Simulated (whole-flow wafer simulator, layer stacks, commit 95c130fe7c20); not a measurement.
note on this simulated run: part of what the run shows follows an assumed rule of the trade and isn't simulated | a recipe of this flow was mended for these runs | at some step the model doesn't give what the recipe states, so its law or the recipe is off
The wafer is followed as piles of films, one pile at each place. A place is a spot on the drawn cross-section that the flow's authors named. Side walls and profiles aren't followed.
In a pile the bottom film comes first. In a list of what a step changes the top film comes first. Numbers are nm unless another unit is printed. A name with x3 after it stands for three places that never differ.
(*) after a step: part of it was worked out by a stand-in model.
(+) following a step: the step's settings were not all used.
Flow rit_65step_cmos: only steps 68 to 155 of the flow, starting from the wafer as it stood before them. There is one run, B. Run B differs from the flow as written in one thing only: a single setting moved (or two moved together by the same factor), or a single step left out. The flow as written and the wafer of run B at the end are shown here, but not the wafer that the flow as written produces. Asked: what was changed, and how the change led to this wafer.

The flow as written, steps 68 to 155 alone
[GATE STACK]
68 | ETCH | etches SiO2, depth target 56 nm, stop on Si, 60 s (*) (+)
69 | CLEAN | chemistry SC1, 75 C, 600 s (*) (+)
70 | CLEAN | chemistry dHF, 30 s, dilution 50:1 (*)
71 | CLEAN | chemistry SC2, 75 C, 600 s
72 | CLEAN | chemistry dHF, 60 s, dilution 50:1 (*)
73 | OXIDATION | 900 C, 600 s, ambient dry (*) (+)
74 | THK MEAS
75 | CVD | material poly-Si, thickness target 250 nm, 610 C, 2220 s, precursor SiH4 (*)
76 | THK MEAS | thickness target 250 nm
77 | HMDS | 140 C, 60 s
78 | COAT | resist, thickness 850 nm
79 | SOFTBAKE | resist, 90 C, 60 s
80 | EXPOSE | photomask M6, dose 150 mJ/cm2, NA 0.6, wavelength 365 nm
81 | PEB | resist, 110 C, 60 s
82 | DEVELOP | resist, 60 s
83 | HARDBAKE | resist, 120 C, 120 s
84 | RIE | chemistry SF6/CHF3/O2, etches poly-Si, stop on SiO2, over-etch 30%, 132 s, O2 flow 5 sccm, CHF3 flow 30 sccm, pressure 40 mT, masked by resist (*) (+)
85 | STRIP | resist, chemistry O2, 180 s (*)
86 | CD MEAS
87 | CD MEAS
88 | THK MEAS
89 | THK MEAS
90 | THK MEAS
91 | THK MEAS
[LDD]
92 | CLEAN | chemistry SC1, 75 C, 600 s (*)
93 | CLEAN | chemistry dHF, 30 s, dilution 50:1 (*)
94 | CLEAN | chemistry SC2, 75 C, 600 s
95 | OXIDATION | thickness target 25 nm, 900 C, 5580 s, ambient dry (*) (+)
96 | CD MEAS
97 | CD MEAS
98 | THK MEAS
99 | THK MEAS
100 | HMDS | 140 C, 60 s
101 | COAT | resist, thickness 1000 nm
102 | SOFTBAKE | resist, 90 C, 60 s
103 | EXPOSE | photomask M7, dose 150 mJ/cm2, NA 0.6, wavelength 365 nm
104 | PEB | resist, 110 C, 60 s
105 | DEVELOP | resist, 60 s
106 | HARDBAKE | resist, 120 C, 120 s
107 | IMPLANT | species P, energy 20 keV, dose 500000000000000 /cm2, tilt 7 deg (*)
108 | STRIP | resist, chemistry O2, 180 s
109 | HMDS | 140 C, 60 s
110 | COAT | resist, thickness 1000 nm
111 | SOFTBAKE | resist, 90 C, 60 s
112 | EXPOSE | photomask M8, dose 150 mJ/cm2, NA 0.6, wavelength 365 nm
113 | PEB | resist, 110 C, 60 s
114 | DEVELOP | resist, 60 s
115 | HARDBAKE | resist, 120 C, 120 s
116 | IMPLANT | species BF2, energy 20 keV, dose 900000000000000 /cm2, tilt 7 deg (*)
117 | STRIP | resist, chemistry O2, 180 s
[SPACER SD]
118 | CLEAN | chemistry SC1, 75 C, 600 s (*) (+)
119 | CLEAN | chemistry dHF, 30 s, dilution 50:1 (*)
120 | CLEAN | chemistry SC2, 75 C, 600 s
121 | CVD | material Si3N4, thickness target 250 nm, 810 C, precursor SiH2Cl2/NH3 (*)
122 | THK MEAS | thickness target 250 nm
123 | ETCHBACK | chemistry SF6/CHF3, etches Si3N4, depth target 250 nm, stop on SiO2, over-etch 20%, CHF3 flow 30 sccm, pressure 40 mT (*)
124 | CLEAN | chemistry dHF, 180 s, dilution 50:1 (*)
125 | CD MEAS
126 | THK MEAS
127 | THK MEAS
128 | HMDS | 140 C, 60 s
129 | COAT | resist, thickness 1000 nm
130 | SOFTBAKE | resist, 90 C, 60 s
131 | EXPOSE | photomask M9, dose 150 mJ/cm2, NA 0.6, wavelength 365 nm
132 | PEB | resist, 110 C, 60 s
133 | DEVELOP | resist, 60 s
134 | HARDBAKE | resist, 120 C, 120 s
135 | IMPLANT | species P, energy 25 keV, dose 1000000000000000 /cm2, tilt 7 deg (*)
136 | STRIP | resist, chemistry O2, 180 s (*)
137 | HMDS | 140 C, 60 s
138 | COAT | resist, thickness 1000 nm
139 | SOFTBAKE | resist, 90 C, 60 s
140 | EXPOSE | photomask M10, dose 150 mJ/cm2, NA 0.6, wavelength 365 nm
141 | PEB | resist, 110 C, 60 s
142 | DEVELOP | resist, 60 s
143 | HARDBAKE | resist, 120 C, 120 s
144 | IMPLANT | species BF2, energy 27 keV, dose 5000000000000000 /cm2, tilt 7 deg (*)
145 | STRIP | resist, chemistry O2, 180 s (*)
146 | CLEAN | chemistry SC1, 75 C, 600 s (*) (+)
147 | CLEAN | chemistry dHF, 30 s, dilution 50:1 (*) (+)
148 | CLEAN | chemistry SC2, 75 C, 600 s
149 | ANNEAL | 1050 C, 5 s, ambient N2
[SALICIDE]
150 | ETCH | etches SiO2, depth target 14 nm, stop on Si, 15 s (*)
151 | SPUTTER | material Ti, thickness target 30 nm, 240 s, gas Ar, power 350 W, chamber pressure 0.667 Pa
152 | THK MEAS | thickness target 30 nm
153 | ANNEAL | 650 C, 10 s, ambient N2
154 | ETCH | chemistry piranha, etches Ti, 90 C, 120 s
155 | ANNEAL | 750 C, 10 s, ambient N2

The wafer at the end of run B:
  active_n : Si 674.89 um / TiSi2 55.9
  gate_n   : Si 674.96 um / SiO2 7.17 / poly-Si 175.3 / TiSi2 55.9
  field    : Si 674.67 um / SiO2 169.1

The reason: step 68, ETCH: depth target 81 nm was run, though the flow has depth target 56 nm; step 68, ETCH: 87 s was run, where the flow has 60 s.

The path from the change to this, step by step:
  68 | ETCH | etches SiO2, depth target 56 nm, stop on Si, 60 s (*) (+)
      active_n, active_p, gate_n and 7 more: -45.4 SiO2 (all of it), -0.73 Si (as written it would have been: -45.4 SiO2 (all of it), -0.22 Si)
      field, field_pw, field_nw, field_p: -81.2 SiO2 (as written it would have been: -56 SiO2)
  72 | CLEAN | chemistry dHF, 60 s, dilution 50:1 (*)
      field_nw, field_p: -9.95 SiO2 (as written it would have been: -11.3 SiO2)
  78 | COAT | resist, thickness 850 nm
      field: +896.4 resist (new film) (as written it would have been: +878 resist (new film))
  81 | PEB | resist, 110 C, 60 s
      field: -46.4 resist (as written it would have been: -45.3 resist)
  82 | DEVELOP | resist, 60 s
      field: -850 resist (all of it) (as written it would have been: -832.7 resist (all of it))
  106 | HARDBAKE | resist, 120 C, 120 s
      field_p: -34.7 resist (as written it would have been: -34 resist)
  115 | HARDBAKE | resist, 120 C, 120 s
      field: -34.6 resist (as written it would have been: -33.8 resist)
  143 | HARDBAKE | resist, 120 C, 120 s
      field: -34.8 resist (as written it would have been: -34 resist)
